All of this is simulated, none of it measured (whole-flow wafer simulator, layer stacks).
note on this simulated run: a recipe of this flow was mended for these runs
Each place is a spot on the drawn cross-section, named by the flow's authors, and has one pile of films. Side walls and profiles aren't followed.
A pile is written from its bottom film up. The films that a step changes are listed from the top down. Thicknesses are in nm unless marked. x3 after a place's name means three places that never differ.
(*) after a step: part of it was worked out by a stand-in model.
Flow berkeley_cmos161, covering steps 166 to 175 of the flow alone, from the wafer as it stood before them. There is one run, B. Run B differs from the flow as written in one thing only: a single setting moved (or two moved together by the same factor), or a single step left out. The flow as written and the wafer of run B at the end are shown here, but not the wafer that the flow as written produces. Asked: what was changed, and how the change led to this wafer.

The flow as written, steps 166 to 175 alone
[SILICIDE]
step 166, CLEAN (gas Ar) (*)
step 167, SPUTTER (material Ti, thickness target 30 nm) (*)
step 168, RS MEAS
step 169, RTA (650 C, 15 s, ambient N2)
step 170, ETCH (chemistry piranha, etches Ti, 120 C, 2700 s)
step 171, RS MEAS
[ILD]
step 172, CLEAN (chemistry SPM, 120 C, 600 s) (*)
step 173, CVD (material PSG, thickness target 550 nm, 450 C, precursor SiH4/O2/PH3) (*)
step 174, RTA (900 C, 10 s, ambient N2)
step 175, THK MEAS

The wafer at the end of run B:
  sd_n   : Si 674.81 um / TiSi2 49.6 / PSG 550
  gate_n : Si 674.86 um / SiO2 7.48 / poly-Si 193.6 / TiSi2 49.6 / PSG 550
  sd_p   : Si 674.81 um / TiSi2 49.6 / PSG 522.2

The reason: step 167, SPUTTER: thickness target 28 nm was run, though the flow has thickness target 30 nm.

How this came from the change, step by step:
  step 167, SPUTTER (material Ti, thickness target 30 nm) (*)
      field, sd_n, spacer_n, gate_n, sd_p, spacer_p, gate_p, contact x2: Ti gains 28 (new film) (in the flow as written it would be: Ti gains 30 (new film))
  step 169, RTA (650 C, 15 s, ambient N2)
      sd_n, sd_p, contact x2: Ti loses 21.8, TiSi first gains 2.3 (new film), TiSi2 C49 gains 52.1 (new film), Si loses 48 (in the flow as written it would be: Ti loses 23.4, TiSi first gains 6.2 (new film), TiSi2 C49 gains 50.3 (new film), Si loses 49)
      gate_n, gate_p: Ti loses 21.8, TiSi first gains 2.3 (new film), TiSi2 C49 gains 52.1 (new film), poly-Si loses 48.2 (in the flow as written it would be: Ti loses 23.4, TiSi first gains 6.2 (new film), TiSi2 C49 gains 50.3 (new film), poly-Si loses 49.2)
  step 170, ETCH (chemistry piranha, etches Ti, 120 C, 2700 s)
      field, spacer_n, spacer_p: Ti loses 28 (all of it) (in the flow as written it would be: Ti loses 30 (all of it))
  step 174, RTA (900 C, 10 s, ambient N2)
      sd_n, sd_p, contact x2: under 1 film: TiSi2 gains 49.6 (new film), TiSi first loses 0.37 (all of it), TiSi2 C49 loses 52.1 (all of it), Si loses 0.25 (in the flow as written it would be: under 1 film: TiSi2 gains 53.3 (new film), TiSi first loses 4.27 (all of it), TiSi2 C49 loses 50.3 (all of it), Si loses 2.83)
      gate_n, gate_p: under 1 film: TiSi2 gains 49.6 (new film), TiSi first loses 0.37 (all of it), TiSi2 C49 loses 52.1 (all of it), poly-Si loses 0.25 (in the flow as written it would be: under 1 film: TiSi2 gains 53.3 (new film), TiSi first loses 4.27 (all of it), TiSi2 C49 loses 50.3 (all of it), poly-Si loses 2.85)
